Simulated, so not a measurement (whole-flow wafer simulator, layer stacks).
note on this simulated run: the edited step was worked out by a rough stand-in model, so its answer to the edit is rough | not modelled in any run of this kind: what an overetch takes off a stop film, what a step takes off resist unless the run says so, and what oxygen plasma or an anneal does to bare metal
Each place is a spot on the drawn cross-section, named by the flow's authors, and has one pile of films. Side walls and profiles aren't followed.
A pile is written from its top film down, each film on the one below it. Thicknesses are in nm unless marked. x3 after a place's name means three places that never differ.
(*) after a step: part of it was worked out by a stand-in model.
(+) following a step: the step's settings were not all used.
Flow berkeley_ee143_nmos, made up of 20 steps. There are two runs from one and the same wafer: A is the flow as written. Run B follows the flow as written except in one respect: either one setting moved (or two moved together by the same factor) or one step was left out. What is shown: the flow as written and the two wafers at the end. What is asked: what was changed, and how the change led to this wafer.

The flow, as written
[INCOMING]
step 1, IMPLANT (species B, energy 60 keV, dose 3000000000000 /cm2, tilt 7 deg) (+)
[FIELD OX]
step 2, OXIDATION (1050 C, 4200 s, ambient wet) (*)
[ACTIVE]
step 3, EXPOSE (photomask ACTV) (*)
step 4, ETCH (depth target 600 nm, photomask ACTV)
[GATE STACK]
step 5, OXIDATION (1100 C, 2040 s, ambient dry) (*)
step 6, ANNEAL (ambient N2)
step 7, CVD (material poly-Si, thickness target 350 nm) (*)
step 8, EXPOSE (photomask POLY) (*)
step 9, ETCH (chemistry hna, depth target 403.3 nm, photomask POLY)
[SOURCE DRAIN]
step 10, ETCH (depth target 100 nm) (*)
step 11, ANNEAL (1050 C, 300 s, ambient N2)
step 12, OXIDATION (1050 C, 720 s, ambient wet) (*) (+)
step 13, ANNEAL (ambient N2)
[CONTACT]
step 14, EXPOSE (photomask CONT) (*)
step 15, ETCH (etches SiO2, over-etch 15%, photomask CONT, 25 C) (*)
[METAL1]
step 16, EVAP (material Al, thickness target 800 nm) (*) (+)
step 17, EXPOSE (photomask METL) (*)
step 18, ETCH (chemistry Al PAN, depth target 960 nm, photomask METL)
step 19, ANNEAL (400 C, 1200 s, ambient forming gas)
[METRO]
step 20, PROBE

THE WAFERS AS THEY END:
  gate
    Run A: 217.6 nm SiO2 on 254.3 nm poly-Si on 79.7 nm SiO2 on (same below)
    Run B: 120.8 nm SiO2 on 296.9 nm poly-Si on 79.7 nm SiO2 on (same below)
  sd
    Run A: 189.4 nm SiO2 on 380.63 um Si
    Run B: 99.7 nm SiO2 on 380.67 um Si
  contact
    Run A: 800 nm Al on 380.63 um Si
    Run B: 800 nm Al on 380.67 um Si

The reason: step 12, OXIDATION: 306 s was run, whereas the flow has 720 s.

How this came from the change, step by step:
  step 12, OXIDATION (1050 C, 720 s, ambient wet) (*) (+)
      sd, contact: A SiO2 gains 189.4 (new film), Si loses 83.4 | B SiO2 gains 99.7 (new film), Si loses 43.9
      gate: A SiO2 gains 217.6 (new film), poly-Si loses 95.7 | B SiO2 gains 120.8 (new film), poly-Si loses 53.1
      (and at 1 other place as well)
  step 15, ETCH (etches SiO2, over-etch 15%, photomask CONT, 25 C) (*)
      contact: A SiO2 loses 189.4 (all of it) | B SiO2 loses 99.7 (all of it)
